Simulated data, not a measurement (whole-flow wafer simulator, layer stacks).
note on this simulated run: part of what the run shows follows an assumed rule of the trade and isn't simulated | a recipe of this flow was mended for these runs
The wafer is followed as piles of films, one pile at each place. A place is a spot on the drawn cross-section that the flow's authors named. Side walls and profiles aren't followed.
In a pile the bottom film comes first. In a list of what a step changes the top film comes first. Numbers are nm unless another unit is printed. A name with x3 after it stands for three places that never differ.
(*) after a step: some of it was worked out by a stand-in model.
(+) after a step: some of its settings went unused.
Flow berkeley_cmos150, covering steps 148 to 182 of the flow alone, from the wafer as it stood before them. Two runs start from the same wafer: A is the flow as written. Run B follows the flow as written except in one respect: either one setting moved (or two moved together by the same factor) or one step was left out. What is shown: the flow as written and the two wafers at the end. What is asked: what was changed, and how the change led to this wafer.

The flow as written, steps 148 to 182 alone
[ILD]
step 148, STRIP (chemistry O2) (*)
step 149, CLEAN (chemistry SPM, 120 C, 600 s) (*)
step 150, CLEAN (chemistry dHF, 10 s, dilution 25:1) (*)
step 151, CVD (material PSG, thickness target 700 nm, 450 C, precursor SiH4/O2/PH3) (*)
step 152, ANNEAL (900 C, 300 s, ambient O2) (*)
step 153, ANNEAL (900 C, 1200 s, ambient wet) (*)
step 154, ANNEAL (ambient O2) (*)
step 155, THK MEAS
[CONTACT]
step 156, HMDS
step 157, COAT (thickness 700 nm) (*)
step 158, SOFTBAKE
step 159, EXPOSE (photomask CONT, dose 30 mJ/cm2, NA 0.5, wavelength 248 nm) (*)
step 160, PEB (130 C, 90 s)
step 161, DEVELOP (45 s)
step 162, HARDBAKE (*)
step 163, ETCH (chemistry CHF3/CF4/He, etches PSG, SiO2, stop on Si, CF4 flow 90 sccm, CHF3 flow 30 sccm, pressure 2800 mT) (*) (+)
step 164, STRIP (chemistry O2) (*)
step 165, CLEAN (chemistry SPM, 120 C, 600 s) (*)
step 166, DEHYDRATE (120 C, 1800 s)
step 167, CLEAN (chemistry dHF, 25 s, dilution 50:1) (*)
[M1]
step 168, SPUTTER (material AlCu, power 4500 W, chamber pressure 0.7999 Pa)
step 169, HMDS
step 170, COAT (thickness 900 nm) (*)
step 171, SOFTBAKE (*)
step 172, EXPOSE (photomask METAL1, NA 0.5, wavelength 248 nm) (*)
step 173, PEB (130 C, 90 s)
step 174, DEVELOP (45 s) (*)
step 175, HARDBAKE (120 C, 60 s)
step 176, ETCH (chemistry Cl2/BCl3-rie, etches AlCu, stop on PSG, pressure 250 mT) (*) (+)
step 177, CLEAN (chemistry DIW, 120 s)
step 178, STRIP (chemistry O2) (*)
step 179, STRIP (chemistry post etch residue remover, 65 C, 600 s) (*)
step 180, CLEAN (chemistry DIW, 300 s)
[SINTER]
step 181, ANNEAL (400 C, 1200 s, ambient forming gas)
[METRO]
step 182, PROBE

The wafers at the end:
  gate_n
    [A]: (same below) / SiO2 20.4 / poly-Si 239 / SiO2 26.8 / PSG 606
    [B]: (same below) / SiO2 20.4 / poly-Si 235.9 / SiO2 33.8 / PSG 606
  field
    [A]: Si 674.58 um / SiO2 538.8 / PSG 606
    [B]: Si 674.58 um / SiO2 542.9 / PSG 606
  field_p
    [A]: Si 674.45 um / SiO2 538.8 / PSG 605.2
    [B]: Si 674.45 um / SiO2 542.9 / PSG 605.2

The reason: step 153, ANNEAL: 925 C was run, whereas the flow has 900 C.

The path from the change to this, step by step:
  step 153, ANNEAL (900 C, 1200 s, ambient wet) (*)
      sd_n, contact, m1: A -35 PSG, +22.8 SiO2, -10 Si | B -35 PSG, +29.3 SiO2, -12.9 Si
      field, field_p: A -35 PSG, +16.3 SiO2, -7.15 Si | B -35 PSG, +20.4 SiO2, -8.97 Si
      (also at 3 further places)
  step 163, ETCH (chemistry CHF3/CF4/He, etches PSG, SiO2, stop on Si, CF4 flow 90 sccm, CHF3 flow 30 sccm, pressure 2800 mT) (*) (+)
      contact: A -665 PSG (all of it), -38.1 SiO2 (all of it), -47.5 Si | B -665 PSG (all of it), -44.6 SiO2 (all of it), -47.5 Si
